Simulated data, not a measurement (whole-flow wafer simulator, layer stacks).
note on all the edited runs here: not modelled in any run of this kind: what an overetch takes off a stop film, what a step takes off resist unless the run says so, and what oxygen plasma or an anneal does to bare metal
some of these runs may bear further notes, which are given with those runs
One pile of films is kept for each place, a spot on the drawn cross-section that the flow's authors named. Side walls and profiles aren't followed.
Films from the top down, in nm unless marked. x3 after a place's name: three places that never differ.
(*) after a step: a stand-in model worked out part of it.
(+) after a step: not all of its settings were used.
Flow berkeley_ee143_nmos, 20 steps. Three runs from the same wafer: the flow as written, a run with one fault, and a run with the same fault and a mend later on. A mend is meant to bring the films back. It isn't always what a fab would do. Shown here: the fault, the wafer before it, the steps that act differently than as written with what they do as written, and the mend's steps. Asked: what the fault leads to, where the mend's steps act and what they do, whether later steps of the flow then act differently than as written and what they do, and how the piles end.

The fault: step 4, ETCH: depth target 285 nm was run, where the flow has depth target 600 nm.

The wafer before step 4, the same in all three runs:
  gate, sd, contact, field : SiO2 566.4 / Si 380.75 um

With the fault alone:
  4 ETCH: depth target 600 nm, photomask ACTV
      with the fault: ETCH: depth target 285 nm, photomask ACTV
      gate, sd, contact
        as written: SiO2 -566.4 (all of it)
        with the fault: SiO2 -285
  Later steps of the flow that act differently than as written:
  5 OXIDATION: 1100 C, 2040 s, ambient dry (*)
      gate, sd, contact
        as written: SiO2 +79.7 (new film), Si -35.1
        with the fault: SiO2 +20.4, Si -8.97
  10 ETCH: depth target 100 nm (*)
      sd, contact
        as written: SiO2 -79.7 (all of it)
        with the fault: SiO2 -100
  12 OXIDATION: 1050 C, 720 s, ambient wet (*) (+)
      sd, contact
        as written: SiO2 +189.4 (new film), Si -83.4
        with the fault: SiO2 +112.5, Si -49.5
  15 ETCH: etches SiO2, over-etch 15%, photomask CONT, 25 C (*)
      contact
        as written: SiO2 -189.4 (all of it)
        with the fault: SiO2 -314.2 (all of it)
  At the end the piles differ from the flow's by more than 2% or 0.5 nm, whichever is larger, at gate, sd.
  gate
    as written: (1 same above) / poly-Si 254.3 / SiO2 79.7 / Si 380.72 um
    with the fault: (1 same above) / poly-Si 254.3 / SiO2 301.7 / Si 380.74 um
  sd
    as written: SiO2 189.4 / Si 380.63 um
    with the fault: SiO2 314.2 / Si 380.69 um

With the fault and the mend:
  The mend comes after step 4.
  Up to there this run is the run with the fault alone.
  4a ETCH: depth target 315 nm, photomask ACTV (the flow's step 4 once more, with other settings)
      gate, sd, contact
        SiO2 -281.4 (all of it)
  No later step of the flow acts differently than as written at any place that is followed.
  At the end the piles are the same as the flow's at every place that both follow.
